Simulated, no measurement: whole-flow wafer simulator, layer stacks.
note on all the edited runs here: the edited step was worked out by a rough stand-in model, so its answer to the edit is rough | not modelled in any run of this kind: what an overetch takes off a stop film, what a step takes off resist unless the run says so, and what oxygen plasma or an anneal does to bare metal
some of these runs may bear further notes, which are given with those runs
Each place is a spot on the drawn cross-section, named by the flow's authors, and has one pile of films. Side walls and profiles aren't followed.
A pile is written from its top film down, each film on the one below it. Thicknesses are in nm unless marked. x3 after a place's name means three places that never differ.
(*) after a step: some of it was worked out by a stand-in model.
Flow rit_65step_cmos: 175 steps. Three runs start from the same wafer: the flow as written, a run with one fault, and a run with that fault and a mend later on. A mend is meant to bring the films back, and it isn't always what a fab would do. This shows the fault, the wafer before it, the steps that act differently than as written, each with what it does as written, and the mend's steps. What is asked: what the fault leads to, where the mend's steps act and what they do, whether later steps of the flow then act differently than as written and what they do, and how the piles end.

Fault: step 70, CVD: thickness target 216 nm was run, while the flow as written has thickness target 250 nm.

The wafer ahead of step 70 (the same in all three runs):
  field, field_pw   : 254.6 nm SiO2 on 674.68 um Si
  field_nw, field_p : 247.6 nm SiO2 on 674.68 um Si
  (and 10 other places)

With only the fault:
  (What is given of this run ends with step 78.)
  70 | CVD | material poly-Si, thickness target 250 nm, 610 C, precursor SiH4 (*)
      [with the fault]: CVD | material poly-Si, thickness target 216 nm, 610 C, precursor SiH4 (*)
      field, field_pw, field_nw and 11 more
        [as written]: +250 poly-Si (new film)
        [with the fault]: +216 poly-Si (new film)
  None of the later steps of the flow up to step 78 differs from how it acts as written, at any place that is followed, by more than 2% or 0.5 nm, whichever is larger.
  After step 78, at field, field_pw, field_nw and 11 more, the piles differ from the flow's by more than 2% or 0.5 nm, whichever is larger.
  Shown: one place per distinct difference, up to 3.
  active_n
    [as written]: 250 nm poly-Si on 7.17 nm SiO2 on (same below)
    [with the fault]: 216 nm poly-Si on 7.17 nm SiO2 on (same below)
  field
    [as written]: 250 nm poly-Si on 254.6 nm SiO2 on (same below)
    [with the fault]: 216 nm poly-Si on 254.6 nm SiO2 on (same below)
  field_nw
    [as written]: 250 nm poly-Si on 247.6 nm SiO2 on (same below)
    [with the fault]: 216 nm poly-Si on 247.6 nm SiO2 on (same below)

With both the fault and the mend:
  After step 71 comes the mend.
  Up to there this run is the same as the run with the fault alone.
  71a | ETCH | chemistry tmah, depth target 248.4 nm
      field, field_pw, field_nw and 11 more
        -216 poly-Si (all of it)
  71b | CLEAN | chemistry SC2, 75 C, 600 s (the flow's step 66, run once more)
      does not change any film at any place that is followed
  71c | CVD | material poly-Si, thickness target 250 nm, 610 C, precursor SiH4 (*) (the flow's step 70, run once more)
      field, field_pw, field_nw and 11 more
        +250 poly-Si (new film)
  None of the later steps of the flow acts differently than as written at any place that is followed.
  At every place that both follow, the piles at the end match the flow's.
